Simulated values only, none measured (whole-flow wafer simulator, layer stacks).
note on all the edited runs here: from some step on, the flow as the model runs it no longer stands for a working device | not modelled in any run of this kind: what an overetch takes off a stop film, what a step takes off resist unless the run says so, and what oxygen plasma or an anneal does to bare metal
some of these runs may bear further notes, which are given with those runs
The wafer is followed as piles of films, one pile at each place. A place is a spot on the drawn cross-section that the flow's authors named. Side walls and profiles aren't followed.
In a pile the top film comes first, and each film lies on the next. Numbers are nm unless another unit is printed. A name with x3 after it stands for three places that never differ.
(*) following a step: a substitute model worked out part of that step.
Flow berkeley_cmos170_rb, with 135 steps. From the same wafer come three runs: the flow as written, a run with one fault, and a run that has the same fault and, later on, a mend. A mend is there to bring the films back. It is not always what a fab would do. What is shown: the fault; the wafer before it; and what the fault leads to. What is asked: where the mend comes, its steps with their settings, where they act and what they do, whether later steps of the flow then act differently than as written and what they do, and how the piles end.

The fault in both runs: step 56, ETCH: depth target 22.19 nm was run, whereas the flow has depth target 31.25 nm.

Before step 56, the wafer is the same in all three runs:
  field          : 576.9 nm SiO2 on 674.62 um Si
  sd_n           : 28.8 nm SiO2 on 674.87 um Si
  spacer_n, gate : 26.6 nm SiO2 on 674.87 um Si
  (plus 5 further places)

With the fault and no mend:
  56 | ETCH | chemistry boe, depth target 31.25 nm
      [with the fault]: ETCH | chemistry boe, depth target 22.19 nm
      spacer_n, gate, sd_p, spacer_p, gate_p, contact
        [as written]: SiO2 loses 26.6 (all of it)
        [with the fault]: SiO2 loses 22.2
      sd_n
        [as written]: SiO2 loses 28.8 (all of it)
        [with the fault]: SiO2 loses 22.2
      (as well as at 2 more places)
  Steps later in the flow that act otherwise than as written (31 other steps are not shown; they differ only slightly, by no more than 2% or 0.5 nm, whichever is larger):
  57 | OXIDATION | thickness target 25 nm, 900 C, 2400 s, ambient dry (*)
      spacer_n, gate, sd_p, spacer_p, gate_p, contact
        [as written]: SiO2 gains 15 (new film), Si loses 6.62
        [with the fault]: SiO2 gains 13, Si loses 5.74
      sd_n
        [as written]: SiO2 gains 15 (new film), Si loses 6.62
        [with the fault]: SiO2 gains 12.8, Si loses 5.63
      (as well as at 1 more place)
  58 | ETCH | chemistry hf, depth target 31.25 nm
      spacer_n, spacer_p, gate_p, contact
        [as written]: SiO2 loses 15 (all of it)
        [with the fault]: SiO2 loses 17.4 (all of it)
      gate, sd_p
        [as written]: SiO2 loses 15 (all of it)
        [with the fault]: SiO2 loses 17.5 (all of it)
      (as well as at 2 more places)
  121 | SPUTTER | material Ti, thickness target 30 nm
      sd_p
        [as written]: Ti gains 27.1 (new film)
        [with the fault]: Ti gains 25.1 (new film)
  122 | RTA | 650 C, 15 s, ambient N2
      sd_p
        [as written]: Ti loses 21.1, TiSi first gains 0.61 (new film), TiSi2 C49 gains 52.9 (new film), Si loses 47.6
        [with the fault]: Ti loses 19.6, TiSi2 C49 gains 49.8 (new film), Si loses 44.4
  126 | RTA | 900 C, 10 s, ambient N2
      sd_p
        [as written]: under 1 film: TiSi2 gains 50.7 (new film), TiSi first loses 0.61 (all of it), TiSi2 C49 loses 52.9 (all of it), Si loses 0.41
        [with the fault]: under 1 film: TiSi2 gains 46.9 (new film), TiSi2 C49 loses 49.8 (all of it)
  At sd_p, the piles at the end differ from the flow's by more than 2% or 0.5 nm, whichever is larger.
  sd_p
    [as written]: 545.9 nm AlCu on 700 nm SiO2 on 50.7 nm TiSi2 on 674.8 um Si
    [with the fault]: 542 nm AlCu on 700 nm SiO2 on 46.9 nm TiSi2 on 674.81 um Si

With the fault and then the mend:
  After step 56 comes the mend.
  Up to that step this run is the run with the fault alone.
  56a | ETCH | chemistry boe, depth target 9.063 nm (a further turn of the flow's step 56, with different settings)
      spacer_n, spacer_p, gate_p, contact
        SiO2 loses 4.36 (all of it)
      gate, sd_p
        SiO2 loses 4.44 (all of it)
      field
        SiO2 loses 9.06
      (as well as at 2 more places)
  None of the later steps of the flow differs from how it acts as written, at any place that is followed, by more than 2% or 0.5 nm, whichever is larger.
  By the end, the piles equal the flow's at every place that both follow.
